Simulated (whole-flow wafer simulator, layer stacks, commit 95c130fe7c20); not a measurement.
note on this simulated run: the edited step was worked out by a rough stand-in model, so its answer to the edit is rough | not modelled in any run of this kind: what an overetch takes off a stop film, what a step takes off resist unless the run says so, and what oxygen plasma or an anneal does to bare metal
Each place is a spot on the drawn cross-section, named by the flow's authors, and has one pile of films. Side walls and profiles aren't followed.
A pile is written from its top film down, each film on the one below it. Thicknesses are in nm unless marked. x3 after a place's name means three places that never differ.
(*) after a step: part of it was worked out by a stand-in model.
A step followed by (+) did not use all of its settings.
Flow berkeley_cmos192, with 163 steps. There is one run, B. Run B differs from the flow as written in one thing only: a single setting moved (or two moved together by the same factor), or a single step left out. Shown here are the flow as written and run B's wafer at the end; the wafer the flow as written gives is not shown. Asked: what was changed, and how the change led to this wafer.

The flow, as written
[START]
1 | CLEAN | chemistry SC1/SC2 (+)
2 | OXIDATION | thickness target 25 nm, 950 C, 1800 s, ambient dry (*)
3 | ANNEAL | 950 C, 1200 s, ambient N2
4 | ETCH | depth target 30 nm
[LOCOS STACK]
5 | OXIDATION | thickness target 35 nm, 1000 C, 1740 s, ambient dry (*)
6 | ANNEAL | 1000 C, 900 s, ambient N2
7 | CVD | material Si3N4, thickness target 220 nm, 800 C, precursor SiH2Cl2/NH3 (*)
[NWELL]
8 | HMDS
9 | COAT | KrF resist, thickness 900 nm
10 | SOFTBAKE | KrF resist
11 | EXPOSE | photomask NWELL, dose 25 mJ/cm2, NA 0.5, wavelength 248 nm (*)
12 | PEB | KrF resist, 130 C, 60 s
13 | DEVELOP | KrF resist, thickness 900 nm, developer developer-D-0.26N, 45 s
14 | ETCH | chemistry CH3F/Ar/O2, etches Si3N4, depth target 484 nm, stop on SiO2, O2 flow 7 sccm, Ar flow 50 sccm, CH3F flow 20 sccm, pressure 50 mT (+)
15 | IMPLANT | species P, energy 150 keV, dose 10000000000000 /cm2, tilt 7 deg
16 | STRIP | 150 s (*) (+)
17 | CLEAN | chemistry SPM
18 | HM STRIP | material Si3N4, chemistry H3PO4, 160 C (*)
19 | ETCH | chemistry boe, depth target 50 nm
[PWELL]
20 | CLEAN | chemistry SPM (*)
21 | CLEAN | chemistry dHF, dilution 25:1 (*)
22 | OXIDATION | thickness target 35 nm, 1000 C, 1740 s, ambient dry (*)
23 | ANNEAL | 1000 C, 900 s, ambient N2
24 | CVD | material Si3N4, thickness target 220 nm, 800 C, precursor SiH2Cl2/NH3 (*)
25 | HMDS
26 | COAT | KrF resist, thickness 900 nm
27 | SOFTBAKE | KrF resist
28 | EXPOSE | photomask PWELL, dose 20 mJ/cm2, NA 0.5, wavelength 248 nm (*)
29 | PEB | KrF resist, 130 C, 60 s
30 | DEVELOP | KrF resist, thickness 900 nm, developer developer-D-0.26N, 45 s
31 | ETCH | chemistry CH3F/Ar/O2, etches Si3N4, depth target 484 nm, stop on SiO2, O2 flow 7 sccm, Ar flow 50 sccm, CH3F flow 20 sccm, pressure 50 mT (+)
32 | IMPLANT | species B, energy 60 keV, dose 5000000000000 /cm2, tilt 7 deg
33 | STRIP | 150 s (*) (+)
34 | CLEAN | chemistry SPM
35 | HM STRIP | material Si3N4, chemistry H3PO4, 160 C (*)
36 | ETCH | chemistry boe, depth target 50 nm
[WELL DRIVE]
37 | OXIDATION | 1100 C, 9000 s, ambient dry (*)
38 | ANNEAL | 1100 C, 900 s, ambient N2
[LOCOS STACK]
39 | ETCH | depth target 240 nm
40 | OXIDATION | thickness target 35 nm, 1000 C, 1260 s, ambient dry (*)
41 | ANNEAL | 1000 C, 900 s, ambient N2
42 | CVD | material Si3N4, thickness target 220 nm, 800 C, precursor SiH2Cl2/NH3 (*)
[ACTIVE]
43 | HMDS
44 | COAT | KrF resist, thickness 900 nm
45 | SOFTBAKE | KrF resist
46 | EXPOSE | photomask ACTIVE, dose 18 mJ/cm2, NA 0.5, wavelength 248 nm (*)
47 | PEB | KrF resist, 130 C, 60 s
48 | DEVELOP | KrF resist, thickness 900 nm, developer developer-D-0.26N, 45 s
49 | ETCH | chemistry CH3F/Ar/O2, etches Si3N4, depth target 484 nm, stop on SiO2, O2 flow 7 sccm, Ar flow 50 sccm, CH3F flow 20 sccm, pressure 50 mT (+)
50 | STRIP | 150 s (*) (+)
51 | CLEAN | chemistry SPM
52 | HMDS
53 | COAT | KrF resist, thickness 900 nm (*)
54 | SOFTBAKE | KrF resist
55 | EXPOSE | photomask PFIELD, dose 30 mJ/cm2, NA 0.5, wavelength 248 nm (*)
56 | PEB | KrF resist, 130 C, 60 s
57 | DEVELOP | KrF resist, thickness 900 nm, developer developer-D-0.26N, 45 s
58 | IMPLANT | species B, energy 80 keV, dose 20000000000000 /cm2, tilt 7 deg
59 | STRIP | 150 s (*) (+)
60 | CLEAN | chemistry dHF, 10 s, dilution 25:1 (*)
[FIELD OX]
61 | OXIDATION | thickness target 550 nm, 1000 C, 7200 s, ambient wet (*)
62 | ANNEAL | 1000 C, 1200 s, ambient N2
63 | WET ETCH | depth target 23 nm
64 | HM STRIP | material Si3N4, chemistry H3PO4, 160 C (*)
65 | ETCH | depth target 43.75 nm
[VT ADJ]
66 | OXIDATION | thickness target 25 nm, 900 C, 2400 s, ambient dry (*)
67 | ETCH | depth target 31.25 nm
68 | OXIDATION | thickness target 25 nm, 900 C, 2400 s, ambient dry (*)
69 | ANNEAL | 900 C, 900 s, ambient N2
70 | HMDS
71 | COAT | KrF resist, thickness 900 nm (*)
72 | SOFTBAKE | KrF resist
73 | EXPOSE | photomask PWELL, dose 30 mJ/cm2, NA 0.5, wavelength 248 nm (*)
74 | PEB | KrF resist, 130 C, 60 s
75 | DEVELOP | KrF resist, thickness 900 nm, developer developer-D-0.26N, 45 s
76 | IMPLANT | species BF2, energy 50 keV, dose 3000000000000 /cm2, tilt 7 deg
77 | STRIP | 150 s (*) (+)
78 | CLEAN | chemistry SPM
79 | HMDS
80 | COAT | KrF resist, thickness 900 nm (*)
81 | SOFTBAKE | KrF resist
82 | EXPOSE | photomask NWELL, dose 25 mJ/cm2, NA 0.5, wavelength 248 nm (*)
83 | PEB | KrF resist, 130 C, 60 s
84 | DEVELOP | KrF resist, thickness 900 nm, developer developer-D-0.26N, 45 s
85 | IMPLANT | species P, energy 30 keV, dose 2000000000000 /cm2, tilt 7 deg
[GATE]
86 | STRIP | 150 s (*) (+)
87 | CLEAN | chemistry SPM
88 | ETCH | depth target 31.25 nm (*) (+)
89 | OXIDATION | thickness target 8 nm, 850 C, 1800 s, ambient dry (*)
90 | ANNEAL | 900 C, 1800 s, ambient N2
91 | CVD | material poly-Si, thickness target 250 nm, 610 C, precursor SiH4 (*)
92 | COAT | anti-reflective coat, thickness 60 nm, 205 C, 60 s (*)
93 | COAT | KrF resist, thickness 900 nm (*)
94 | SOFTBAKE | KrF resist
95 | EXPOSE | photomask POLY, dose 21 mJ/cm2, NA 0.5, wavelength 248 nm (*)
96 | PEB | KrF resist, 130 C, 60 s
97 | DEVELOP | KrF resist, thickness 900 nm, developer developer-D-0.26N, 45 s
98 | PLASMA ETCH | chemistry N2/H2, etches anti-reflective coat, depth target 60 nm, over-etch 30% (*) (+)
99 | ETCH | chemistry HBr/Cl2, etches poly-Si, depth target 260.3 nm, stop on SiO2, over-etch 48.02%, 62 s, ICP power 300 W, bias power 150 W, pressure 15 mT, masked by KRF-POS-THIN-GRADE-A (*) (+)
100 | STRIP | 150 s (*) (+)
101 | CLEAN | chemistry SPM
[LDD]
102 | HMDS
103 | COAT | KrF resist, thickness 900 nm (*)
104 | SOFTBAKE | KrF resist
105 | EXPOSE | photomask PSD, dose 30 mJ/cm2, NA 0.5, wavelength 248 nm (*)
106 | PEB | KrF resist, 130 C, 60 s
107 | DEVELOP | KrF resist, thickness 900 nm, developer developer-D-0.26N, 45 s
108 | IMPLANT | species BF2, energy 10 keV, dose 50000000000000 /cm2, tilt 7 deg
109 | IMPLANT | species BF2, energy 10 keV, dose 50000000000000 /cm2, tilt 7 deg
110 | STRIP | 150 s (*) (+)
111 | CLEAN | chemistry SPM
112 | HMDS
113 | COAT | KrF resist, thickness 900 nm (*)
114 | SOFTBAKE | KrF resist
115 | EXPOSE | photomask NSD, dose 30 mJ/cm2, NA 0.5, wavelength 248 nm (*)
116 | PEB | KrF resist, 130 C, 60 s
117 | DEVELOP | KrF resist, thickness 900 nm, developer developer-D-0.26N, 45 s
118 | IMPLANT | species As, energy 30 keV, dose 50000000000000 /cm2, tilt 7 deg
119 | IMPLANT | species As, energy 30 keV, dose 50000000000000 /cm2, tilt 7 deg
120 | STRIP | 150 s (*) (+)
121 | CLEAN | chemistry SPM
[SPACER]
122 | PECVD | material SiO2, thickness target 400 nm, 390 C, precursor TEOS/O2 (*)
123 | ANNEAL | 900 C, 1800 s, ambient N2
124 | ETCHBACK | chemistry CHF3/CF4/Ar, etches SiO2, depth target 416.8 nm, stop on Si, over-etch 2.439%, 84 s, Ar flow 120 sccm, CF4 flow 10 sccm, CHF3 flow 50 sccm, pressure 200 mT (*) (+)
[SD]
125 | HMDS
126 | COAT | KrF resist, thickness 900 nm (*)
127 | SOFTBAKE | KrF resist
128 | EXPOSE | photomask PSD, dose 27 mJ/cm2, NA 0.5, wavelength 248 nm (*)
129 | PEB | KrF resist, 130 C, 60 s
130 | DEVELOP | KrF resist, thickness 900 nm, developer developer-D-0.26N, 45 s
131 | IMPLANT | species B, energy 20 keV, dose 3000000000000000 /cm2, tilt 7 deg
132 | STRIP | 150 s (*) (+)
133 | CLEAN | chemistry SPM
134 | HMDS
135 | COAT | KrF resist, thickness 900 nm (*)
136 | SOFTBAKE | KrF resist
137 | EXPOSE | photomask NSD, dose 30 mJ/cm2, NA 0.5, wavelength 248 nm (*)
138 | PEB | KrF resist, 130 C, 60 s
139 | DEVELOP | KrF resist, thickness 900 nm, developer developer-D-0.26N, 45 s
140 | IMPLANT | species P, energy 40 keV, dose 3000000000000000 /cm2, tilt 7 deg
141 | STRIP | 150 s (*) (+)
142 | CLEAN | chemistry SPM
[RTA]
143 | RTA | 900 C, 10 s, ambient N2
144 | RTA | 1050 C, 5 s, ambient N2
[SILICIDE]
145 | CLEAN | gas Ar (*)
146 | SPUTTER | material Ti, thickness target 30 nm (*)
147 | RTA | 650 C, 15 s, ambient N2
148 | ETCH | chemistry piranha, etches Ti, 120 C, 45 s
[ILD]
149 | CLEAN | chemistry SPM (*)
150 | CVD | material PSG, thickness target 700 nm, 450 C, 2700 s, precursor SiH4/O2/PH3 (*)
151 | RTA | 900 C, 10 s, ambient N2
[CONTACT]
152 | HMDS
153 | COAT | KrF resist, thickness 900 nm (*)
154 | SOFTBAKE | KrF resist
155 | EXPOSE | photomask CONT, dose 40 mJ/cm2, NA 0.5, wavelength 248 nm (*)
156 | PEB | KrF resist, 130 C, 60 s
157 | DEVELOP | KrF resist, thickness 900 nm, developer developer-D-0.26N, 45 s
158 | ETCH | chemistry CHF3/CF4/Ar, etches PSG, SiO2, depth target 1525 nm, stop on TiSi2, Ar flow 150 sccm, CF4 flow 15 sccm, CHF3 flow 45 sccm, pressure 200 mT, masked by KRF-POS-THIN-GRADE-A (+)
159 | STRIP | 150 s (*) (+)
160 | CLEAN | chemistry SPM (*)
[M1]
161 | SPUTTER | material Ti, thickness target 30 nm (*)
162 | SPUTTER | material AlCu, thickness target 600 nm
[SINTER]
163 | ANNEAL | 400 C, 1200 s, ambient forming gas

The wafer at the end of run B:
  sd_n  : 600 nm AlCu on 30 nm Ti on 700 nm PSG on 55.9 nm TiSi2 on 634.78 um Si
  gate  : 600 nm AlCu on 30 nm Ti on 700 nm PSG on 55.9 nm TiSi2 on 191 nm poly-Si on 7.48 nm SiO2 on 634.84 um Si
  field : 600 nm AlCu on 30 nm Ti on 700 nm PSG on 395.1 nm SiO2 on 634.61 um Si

What caused this: step 37, OXIDATION: 10800 s was run, though the flow has 9000 s.

How this came from the change, step by step:
  37 | OXIDATION | 1100 C, 9000 s, ambient dry (*)
      field, sd_n, spacer_n and 6 more: SiO2 gains 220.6 (new film), Si loses 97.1 (in the flow as written it would be: SiO2 gains 197.6 (new film), Si loses 86.9)
  39 | ETCH | depth target 240 nm
      field, sd_n, spacer_n and 6 more: SiO2 loses 220.6 (all of it) (in the flow as written it would be: SiO2 loses 197.6 (all of it))
